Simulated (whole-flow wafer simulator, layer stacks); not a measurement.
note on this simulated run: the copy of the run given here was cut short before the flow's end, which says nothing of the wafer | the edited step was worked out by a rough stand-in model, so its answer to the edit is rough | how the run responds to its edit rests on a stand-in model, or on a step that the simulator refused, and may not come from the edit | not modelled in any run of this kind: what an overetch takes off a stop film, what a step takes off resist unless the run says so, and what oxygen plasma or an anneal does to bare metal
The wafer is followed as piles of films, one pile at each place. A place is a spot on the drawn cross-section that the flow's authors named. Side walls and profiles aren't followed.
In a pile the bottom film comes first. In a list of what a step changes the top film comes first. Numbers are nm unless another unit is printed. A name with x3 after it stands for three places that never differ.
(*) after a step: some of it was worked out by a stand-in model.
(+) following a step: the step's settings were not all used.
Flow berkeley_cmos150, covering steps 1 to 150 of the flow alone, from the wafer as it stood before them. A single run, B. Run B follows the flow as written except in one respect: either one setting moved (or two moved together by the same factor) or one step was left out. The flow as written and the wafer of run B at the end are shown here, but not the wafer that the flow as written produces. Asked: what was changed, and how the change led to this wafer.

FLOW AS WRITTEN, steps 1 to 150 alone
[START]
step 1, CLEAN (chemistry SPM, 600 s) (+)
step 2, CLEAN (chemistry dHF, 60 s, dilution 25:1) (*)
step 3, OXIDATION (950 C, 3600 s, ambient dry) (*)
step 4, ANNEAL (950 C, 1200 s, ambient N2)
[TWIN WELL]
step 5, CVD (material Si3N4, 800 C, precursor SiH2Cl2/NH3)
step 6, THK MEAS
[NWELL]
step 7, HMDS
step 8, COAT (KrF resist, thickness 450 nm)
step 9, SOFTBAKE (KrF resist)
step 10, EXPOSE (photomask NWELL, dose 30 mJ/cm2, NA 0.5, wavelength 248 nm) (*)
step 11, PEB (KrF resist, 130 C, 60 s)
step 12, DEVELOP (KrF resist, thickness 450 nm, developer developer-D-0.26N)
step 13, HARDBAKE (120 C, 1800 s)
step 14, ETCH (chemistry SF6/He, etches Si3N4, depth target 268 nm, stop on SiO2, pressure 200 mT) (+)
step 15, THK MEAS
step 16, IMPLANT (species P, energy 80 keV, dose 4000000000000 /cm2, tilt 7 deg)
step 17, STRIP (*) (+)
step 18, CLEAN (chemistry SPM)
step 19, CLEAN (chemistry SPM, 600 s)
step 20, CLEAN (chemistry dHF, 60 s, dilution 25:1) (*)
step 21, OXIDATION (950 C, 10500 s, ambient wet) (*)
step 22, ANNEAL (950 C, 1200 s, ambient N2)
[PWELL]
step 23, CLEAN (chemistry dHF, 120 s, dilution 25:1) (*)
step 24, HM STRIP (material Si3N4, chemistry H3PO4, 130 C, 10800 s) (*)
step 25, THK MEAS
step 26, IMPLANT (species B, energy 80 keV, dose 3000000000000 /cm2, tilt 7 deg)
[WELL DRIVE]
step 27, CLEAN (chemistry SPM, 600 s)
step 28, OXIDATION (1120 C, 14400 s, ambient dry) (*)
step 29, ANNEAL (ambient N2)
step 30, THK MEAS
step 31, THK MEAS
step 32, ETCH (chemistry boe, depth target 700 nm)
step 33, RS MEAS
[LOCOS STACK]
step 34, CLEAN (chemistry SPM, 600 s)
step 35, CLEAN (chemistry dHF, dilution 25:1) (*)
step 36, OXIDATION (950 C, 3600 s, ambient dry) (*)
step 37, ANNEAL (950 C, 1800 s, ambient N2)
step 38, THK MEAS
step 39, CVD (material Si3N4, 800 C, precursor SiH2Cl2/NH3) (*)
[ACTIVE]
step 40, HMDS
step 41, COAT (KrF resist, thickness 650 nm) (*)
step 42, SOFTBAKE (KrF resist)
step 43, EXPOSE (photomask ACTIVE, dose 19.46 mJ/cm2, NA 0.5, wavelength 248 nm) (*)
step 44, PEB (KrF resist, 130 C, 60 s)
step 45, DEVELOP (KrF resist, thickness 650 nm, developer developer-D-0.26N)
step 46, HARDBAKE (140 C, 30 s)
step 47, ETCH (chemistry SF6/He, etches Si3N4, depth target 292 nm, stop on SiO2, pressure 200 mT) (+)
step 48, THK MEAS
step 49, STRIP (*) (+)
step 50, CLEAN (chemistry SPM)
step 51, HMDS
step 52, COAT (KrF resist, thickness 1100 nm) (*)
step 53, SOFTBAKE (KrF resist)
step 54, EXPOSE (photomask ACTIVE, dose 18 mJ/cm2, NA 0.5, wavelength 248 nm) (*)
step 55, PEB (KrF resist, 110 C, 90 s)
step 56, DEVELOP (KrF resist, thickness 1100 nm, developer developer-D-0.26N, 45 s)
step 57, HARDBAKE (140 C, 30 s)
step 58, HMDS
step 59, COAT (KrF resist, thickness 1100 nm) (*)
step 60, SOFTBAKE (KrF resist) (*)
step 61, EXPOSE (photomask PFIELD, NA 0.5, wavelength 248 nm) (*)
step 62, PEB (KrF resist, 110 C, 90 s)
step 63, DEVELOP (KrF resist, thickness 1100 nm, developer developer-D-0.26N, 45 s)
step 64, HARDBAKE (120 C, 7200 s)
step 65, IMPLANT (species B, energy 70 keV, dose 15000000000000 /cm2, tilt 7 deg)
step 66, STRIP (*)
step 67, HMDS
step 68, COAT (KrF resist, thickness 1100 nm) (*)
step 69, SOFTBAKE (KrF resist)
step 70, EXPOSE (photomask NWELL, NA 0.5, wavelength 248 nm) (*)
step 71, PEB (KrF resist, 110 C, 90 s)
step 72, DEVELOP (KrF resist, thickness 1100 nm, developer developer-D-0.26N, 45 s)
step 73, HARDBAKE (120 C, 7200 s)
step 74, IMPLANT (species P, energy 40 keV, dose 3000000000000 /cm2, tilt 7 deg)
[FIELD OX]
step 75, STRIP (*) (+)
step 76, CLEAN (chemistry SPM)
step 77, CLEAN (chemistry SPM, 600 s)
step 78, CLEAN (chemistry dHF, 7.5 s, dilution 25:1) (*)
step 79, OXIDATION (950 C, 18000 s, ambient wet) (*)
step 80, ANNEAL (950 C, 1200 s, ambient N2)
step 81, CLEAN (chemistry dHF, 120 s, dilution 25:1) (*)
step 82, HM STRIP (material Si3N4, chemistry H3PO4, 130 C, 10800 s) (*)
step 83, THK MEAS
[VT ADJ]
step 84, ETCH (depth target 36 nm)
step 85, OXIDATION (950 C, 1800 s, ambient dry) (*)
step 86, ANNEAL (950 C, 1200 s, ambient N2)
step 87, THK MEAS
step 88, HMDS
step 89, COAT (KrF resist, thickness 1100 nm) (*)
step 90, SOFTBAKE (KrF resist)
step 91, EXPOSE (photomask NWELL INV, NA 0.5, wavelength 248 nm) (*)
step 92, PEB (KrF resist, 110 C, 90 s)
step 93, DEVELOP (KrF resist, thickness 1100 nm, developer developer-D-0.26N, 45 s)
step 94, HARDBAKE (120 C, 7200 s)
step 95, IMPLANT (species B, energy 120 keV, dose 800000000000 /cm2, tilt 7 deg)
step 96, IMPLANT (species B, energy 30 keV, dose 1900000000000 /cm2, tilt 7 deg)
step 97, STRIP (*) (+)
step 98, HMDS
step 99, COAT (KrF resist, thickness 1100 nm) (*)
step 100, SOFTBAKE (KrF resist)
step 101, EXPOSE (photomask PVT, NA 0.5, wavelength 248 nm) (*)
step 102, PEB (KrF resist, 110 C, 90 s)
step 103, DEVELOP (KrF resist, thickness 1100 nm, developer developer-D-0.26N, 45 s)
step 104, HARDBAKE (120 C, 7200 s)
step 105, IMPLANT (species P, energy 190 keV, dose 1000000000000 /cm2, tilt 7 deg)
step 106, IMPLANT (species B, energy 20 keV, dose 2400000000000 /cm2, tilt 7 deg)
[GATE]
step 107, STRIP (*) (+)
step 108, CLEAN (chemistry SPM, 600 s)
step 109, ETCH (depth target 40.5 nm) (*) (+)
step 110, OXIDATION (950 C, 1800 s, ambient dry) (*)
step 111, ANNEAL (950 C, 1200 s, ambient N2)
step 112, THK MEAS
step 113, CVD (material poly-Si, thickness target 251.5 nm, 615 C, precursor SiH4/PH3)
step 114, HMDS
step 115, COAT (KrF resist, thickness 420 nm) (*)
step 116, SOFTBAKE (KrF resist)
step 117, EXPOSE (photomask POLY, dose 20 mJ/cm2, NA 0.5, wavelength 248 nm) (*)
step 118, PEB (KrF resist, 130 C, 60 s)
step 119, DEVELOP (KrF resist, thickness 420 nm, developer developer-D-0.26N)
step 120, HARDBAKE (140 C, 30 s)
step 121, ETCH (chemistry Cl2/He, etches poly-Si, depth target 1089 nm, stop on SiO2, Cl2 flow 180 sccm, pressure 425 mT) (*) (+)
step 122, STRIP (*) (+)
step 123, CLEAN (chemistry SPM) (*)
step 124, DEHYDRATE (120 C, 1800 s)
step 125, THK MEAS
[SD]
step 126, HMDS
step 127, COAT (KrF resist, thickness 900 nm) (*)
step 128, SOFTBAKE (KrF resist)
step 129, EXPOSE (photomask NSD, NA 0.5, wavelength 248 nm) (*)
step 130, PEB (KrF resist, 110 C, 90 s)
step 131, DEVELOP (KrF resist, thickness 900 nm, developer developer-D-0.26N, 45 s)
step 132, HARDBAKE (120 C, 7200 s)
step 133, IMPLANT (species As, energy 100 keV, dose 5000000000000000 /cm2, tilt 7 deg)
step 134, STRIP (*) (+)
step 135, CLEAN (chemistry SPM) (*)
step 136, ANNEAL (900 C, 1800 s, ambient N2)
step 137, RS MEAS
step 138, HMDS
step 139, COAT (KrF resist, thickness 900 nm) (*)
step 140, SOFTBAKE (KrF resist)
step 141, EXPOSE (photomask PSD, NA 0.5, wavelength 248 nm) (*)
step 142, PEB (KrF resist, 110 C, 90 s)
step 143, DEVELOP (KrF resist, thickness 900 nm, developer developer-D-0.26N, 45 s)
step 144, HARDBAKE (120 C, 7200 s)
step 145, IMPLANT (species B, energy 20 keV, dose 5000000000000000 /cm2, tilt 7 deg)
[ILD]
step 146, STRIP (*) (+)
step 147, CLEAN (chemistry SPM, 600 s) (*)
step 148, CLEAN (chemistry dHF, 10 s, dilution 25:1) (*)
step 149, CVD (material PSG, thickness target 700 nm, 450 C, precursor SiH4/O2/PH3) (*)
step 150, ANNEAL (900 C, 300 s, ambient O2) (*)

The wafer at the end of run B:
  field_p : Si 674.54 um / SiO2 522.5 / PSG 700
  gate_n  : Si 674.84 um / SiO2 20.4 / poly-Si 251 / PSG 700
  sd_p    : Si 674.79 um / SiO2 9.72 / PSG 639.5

What caused this: step 21, OXIDATION: 879 C was run, whereas the flow has 950 C.

The path from the change to this, step by step:
  step 21, OXIDATION (950 C, 10500 s, ambient wet) (*)
      field, sd_n, gate_n, contact, m1: SiO2 gains 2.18 (new film), Si3N4 loses 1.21 (as written it would have been: SiO2 gains 7.45 (new film), Si3N4 loses 4.11)
      field_p, sd_p, gate_p: SiO2 gains 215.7, Si loses 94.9 (as written it would have been: SiO2 gains 461.2, Si loses 202.9)
  step 23, CLEAN (chemistry dHF, 120 s, dilution 25:1) (*)
      field, sd_n, gate_n, contact, m1: SiO2 loses 2.18 (all of it), Si3N4 loses 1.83 (as written it would have been: SiO2 loses 7.45 (all of it), Si3N4 loses 1.36)
  step 24, HM STRIP (material Si3N4, chemistry H3PO4, 130 C, 10800 s) (*)
      field, sd_n, gate_n, contact, m1: Si3N4 loses 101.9 (all of it), SiO2 loses 1.85 (as written it would have been: Si3N4 loses 99.4 (all of it), SiO2 loses 1.87)
  step 28, OXIDATION (1120 C, 14400 s, ambient dry) (*)
      field_p, sd_p, gate_p: SiO2 gains 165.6, Si loses 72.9 (as written it would have been: SiO2 gains 103.6, Si loses 45.6)
  step 32, ETCH (chemistry boe, depth target 700 nm)
      field_p, sd_p, gate_p: SiO2 loses 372 (all of it) (as written it would have been: SiO2 loses 555.5 (all of it))
  step 41, COAT (KrF resist, thickness 650 nm) (*)
      field_p: KrF resist gains 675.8 (new film) (as written it would have been: KrF resist gains 715.2 (new film))
      sd_p: KrF resist gains 668 (new film) (as written it would have been: KrF resist gains 694.3 (new film))
      (also at 1 further place)
  step 45, DEVELOP (KrF resist, thickness 650 nm, developer developer-D-0.26N)
      field_p: KrF resist loses 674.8 (all of it) (as written it would have been: KrF resist loses 714.1 (all of it))
  step 46, HARDBAKE (140 C, 30 s)
      sd_p: KrF resist loses 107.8 (as written it would have been: KrF resist loses 112.2)
      gate_p: KrF resist loses 107.6 (as written it would have been: KrF resist loses 111.5)
  step 49, STRIP (*) (+)
      sd_p: KrF resist loses 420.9 (all of it) (as written it would have been: KrF resist loses 442.9 (all of it))
      gate_p: KrF resist loses 419.5 (all of it) (as written it would have been: KrF resist loses 439.2 (all of it))
  step 52, COAT (KrF resist, thickness 1100 nm) (*)
      field_p: KrF resist gains 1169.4 (new film) (as written it would have been: KrF resist gains 1219.5 (new film))
      sd_p: KrF resist gains 1071 (new film) (as written it would have been: KrF resist gains 1111.6 (new film))
      (also at 1 further place)
  step 56, DEVELOP (KrF resist, thickness 1100 nm, developer developer-D-0.26N, 45 s)
      field_p: KrF resist loses 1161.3 (all of it) (as written it would have been: KrF resist loses 1211 (all of it))
  step 57, HARDBAKE (140 C, 30 s)
      sd_p: KrF resist loses 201 (as written it would have been: KrF resist loses 208.8)
      gate_p: KrF resist loses 202.2 (as written it would have been: KrF resist loses 209.5)
  step 59, COAT (KrF resist, thickness 1100 nm) (*)
      field_p: KrF resist gains 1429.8 (new film) (as written it would have been: KrF resist gains 1484.3 (new film))
      sd_p: KrF resist gains 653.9 (as written it would have been: KrF resist gains 671.5)
      (also at 1 further place)
  step 64, HARDBAKE (120 C, 7200 s)
      field_p: KrF resist loses 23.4 (as written it would have been: KrF resist loses 24.4)
  step 66, STRIP (*)
      field_p: KrF resist loses 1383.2 (all of it) (as written it would have been: KrF resist loses 1436.3 (all of it))
      sd_p: KrF resist loses 1475.3 (all of it) (as written it would have been: KrF resist loses 1525.1 (all of it))
      (also at 1 further place)
  step 68, COAT (KrF resist, thickness 1100 nm) (*)
      field_p: KrF resist gains 1169.4 (new film) (as written it would have been: KrF resist gains 1219.5 (new film))
      sd_p: KrF resist gains 1071 (new film) (as written it would have been: KrF resist gains 1111.6 (new film))
      (also at 1 further place)
  ... 18 further steps ...
  step 146, STRIP (*) (+)
      field_p: KrF resist loses 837 (all of it) (as written it would have been: KrF resist loses 882.7 (all of it))
